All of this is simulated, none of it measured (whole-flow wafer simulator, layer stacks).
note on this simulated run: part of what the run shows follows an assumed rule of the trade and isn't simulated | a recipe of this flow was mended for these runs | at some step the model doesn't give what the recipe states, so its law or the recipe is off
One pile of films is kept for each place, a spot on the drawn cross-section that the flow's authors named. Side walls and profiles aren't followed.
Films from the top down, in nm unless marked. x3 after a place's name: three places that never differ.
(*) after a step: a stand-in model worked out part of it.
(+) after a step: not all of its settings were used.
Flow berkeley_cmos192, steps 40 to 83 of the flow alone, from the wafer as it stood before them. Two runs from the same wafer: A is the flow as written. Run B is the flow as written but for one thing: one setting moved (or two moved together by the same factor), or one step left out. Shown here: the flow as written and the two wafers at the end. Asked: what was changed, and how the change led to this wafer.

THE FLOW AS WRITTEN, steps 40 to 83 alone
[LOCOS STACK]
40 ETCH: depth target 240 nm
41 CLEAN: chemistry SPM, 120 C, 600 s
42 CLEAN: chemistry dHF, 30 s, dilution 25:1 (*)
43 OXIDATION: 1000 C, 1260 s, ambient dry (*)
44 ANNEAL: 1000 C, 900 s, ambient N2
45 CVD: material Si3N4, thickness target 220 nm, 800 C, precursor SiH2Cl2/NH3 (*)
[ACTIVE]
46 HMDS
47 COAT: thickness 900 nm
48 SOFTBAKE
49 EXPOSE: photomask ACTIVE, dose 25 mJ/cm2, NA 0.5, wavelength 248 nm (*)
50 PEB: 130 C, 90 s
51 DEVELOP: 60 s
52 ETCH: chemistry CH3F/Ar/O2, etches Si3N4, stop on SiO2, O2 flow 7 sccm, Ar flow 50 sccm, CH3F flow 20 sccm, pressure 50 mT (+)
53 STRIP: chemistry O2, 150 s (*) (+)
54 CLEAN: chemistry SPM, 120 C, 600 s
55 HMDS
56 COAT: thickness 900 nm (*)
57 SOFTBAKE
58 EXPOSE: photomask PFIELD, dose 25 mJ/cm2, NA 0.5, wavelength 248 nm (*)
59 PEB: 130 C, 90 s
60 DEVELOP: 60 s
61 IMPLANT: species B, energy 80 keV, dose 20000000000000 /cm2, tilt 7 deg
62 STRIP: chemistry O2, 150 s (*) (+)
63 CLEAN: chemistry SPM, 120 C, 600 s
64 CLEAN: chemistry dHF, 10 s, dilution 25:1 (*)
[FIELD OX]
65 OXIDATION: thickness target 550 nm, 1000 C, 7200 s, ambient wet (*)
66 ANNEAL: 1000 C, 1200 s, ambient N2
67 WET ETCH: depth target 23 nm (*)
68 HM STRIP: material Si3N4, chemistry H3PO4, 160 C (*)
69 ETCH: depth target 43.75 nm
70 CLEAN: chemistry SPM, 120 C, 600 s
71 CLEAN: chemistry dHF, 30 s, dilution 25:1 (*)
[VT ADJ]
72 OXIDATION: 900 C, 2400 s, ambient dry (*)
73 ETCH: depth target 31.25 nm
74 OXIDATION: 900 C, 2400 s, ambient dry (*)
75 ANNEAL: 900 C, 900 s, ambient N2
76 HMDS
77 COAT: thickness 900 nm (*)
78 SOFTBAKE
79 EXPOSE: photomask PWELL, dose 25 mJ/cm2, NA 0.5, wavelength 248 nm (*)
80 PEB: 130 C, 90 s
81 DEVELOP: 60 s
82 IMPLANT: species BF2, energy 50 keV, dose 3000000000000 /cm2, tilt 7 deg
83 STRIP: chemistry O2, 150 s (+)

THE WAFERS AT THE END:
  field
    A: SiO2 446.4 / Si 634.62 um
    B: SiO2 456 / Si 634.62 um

The cause: step 69, ETCH: depth target 34.12 nm was run, where the flow has depth target 43.75 nm.

How the change led to this, step by step:
  69 ETCH: depth target 43.75 nm
      field: A SiO2 -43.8 | B SiO2 -34.1
